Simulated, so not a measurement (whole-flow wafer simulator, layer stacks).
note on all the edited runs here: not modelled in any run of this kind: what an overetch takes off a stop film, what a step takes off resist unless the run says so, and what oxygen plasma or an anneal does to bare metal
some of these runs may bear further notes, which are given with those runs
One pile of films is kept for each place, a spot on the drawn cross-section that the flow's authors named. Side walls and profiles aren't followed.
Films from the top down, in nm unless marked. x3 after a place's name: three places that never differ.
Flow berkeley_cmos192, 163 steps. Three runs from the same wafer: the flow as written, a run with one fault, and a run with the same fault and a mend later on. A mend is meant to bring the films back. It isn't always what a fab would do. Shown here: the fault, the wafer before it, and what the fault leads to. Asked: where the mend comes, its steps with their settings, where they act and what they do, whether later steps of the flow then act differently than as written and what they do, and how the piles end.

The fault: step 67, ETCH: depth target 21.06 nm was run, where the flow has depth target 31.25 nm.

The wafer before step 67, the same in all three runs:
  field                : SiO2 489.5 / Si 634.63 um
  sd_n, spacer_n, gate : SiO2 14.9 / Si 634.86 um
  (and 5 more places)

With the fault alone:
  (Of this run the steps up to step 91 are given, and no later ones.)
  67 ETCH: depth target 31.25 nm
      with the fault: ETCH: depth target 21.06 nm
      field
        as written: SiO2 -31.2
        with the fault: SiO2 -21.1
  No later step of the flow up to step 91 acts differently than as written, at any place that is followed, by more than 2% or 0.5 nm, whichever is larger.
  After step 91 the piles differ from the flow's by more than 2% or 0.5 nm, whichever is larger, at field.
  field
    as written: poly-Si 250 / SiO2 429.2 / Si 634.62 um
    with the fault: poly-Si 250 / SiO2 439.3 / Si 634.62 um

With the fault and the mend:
  The mend comes after step 67.
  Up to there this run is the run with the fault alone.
  67a ETCH: depth target 10.19 nm (the flow's step 67 once more, with other settings)
      field
        SiO2 -10.2
  No later step of the flow acts differently than as written, at any place that is followed, by more than 2% or 0.5 nm, whichever is larger.
  At the end the piles are the same as the flow's at every place that both follow.
